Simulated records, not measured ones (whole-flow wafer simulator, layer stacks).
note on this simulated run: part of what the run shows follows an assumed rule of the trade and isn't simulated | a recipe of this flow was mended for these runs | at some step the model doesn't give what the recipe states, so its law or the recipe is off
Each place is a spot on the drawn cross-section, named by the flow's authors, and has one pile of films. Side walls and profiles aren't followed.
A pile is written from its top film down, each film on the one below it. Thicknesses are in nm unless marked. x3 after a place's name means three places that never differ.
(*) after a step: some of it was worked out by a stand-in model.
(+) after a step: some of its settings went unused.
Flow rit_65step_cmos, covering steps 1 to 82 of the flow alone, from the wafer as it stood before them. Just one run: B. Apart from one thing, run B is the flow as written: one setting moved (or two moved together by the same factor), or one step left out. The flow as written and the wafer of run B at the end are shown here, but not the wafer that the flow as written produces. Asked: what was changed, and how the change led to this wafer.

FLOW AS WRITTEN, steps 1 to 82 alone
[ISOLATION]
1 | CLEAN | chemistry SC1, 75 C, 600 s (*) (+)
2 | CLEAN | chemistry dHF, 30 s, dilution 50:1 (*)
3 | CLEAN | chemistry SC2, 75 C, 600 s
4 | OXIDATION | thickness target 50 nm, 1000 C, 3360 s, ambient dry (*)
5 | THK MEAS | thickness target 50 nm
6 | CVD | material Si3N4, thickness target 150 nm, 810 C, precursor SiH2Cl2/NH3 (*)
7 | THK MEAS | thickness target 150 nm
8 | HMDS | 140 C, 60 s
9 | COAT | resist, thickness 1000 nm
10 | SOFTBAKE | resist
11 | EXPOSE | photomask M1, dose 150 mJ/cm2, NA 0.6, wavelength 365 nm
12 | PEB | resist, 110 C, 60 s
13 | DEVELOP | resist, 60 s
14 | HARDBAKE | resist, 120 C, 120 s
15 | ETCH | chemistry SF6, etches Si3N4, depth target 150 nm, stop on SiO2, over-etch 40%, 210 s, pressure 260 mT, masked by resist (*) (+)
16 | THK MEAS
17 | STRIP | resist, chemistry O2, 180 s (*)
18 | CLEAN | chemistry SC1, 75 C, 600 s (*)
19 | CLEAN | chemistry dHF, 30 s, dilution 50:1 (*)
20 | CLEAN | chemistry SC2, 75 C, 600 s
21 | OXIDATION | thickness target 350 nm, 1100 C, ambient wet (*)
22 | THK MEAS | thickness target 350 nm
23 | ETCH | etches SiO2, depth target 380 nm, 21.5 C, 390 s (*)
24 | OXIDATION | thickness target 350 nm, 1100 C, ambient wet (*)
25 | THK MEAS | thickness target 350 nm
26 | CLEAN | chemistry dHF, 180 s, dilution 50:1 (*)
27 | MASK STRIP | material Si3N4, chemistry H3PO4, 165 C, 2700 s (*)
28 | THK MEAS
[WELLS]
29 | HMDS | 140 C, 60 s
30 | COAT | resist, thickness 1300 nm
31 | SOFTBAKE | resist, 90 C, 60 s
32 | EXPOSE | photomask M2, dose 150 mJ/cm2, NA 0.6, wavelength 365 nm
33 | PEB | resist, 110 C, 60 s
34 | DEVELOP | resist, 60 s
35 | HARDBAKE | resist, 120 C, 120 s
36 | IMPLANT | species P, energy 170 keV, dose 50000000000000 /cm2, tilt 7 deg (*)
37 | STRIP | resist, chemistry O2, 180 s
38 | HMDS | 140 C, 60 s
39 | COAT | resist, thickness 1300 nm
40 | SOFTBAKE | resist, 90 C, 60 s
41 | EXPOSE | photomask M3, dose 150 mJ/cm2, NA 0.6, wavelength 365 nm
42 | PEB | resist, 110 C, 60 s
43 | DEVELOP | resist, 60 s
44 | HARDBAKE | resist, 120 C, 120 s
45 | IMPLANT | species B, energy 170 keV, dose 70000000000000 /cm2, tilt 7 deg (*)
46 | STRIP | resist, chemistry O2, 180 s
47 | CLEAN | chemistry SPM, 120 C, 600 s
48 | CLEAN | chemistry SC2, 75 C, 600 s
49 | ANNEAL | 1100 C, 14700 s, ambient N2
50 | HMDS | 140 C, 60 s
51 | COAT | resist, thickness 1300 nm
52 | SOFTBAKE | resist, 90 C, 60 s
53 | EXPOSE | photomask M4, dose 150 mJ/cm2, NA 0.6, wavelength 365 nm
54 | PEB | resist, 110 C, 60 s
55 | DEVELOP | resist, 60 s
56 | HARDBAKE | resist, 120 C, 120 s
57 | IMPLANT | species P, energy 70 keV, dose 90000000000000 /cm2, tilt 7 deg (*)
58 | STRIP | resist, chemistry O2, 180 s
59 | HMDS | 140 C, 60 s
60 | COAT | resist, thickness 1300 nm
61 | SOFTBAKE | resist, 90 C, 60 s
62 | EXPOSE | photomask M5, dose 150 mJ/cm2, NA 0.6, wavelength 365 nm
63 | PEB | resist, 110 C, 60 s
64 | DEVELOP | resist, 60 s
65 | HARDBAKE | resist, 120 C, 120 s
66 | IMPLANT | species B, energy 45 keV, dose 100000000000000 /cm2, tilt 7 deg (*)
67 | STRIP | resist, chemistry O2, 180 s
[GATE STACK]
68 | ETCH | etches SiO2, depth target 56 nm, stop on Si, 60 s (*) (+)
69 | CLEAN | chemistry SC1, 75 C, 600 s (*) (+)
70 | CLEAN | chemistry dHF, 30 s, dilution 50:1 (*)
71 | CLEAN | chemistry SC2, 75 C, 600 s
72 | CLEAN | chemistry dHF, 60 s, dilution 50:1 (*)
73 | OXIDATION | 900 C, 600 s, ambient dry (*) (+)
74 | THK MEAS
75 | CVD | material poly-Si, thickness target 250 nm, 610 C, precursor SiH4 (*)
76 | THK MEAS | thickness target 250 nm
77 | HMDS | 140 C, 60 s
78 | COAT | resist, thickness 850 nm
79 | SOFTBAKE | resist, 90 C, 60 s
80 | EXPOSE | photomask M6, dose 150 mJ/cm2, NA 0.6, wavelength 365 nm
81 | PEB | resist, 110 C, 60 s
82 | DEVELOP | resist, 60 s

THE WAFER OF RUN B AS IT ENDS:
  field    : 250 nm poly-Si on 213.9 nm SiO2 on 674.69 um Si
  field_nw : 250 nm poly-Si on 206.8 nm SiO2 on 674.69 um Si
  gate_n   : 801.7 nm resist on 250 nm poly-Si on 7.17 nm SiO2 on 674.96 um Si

The reason: step 24, OXIDATION: thickness target 308 nm was run, whereas the flow has thickness target 350 nm; step 27, MASK STRIP: 2376 s was run, where the flow has 2700 s.

The path from the change to this, step by step:
  24 | OXIDATION | thickness target 350 nm, 1100 C, ambient wet (*)
      active_n, active_p, gate_n and 7 more: SiO2 gains 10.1 (new film), Si3N4 loses 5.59 (in the flow as written it would be: SiO2 gains 12 (new film), Si3N4 loses 6.61)
      field, field_pw, field_nw, field_p: SiO2 gains 308 (new film), Si loses 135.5 (in the flow as written it would be: SiO2 gains 350 (new film), Si loses 154)
  26 | CLEAN | chemistry dHF, 180 s, dilution 50:1 (*)
      active_n, active_p, gate_n and 7 more: SiO2 loses 10.1 (all of it), Si3N4 loses 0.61 (in the flow as written it would be: SiO2 loses 12 (all of it), Si3N4 loses 0.44)
  27 | MASK STRIP | material Si3N4, chemistry H3PO4, 165 C, 2700 s (*)
      active_n, active_p, gate_n and 7 more: Si3N4 loses 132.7 (all of it), SiO2 loses 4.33 (in the flow as written it would be: Si3N4 loses 131.8 (all of it), SiO2 loses 5.64)
      field, field_pw, field_nw, field_p: SiO2 loses 9.39 (in the flow as written it would be: SiO2 loses 10.7)
  68 | ETCH | etches SiO2, depth target 56 nm, stop on Si, 60 s (*) (+)
      active_n, active_p, gate_n and 7 more: SiO2 loses 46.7 (all of it), Si loses 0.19 (in the flow as written it would be: SiO2 loses 45.4 (all of it), Si loses 0.22)
